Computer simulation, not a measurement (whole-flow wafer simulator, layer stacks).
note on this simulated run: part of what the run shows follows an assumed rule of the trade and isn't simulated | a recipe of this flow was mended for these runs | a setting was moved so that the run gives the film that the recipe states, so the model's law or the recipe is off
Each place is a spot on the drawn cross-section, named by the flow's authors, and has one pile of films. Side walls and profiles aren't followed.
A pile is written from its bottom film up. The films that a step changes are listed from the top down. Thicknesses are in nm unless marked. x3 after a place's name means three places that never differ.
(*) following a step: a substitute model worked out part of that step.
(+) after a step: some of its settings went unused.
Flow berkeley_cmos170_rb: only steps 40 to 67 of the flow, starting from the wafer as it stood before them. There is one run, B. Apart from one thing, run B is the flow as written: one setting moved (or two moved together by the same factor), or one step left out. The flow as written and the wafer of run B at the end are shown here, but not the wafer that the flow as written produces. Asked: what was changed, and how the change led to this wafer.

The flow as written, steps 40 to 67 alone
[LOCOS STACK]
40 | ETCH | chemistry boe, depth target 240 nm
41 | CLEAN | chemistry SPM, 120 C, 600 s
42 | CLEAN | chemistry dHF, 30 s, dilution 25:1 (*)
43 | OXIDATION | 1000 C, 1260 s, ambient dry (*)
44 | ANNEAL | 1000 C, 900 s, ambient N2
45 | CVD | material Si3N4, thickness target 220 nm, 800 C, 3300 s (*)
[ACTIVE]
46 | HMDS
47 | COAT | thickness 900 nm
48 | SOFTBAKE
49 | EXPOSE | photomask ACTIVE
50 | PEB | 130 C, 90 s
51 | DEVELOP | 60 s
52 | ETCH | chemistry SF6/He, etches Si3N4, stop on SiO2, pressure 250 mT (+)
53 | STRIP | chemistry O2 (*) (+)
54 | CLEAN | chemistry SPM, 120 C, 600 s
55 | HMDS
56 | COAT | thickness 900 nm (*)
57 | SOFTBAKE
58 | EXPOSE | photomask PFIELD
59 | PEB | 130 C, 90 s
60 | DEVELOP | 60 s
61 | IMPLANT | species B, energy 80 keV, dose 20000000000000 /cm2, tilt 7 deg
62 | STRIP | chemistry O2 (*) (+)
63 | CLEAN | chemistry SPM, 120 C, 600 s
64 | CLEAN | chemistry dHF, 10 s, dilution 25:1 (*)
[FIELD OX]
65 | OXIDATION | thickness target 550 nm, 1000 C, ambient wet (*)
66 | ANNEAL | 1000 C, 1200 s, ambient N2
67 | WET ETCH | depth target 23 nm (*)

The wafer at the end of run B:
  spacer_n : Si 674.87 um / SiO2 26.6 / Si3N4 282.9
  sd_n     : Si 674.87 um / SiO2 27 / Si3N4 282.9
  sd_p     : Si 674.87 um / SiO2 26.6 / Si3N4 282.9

What caused this: step 45, CVD: 823 C was run, though the flow has 800 C.

How this came from the change, step by step:
  45 | CVD | material Si3N4, thickness target 220 nm, 800 C, 3300 s (*)
      field, sd_n, spacer_n and 6 more: Si3N4 gains 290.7 (new film) (it would be, as written: Si3N4 gains 220 (new film))
  52 | ETCH | chemistry SF6/He, etches Si3N4, stop on SiO2, pressure 250 mT (+)
      sd_n, spacer_n, gate, sd_p, spacer_p, gate_p, contact, m1: KrF-resist loses 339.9 (it would be, as written: KrF-resist loses 263)
      field: Si3N4 loses 290.7 (all of it), SiO2 loses 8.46 (it would be, as written: Si3N4 loses 220 (all of it), SiO2 loses 8.46)
  53 | STRIP | chemistry O2 (*) (+)
      sd_n, spacer_n, gate, sd_p, spacer_p, gate_p, contact, m1: KrF-resist loses 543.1 (all of it) (it would be, as written: KrF-resist loses 620 (all of it))
  56 | COAT | thickness 900 nm (*)
      field: KrF-resist gains 982.5 (new film) (it would be, as written: KrF-resist gains 962.5 (new film))
      sd_n: KrF-resist gains 747 (new film) (it would be, as written: KrF-resist gains 782.7 (new film))
      (and at 7 other places as well)
  60 | DEVELOP | 60 s
      field: KrF-resist loses 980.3 (all of it) (it would be, as written: KrF-resist loses 960.3 (all of it))
  62 | STRIP | chemistry O2 (*) (+)
      sd_n: KrF-resist loses 730.5 (all of it) (it would be, as written: KrF-resist loses 766.1 (all of it))
      spacer_n: KrF-resist loses 775.3 (all of it) (it would be, as written: KrF-resist loses 799.5 (all of it))
      (and at 6 other places as well)
  65 | OXIDATION | thickness target 550 nm, 1000 C, ambient wet (*)
      gate: SiO2 gains 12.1 (new film), Si3N4 loses 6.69 (it would be, as written: SiO2 gains 12.1 (new film), Si3N4 loses 6.69, SiO2 gains 0.05, Si loses 0.05)
      sd_p: SiO2 gains 12.1 (new film), Si3N4 loses 6.69 (it would be, as written: SiO2 gains 12.1 (new film), Si3N4 loses 6.69, SiO2 gains 0.06, Si loses 0.06)
      (and at 1 other place as well)
